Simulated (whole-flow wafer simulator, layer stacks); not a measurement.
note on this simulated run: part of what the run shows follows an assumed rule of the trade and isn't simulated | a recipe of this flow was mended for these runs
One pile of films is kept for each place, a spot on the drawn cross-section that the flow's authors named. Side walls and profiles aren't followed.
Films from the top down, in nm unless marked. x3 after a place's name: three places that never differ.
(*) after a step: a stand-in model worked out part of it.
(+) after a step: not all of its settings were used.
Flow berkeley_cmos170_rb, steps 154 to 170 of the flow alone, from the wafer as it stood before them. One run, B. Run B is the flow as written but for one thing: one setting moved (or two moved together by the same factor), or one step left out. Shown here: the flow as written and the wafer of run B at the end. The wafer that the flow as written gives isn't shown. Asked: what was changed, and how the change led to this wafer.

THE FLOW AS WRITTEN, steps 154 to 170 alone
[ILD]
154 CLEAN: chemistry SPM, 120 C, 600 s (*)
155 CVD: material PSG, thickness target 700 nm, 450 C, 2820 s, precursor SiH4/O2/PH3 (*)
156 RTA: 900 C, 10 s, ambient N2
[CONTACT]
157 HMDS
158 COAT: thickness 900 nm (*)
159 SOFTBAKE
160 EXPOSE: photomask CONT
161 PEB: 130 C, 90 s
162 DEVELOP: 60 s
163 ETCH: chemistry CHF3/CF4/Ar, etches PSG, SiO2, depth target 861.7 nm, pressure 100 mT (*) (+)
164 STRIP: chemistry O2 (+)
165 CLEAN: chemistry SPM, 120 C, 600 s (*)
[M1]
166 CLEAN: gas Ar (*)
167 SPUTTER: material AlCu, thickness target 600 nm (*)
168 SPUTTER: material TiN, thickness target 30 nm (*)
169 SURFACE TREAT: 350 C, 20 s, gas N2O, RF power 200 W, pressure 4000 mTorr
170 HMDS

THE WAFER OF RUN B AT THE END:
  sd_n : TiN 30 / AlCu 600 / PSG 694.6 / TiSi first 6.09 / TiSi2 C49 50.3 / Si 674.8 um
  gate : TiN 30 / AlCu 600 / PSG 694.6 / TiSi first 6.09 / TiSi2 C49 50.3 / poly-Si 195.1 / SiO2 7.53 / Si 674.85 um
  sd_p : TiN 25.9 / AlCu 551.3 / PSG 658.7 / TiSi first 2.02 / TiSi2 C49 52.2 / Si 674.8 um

The cause: step 156, RTA: 900 C, 10 s, ambient N2, was left out.

How the change led to this, step by step:
  163 ETCH: chemistry CHF3/CF4/Ar, etches PSG, SiO2, depth target 861.7 nm, pressure 100 mT (*) (+)
      contact: PSG -700 (all of it) (as written it would be: PSG -700 (all of it), TiSi2 -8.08)
  166 CLEAN: gas Ar (*)
      contact: TiSi first -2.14 (as written it would be: TiSi2 -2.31)
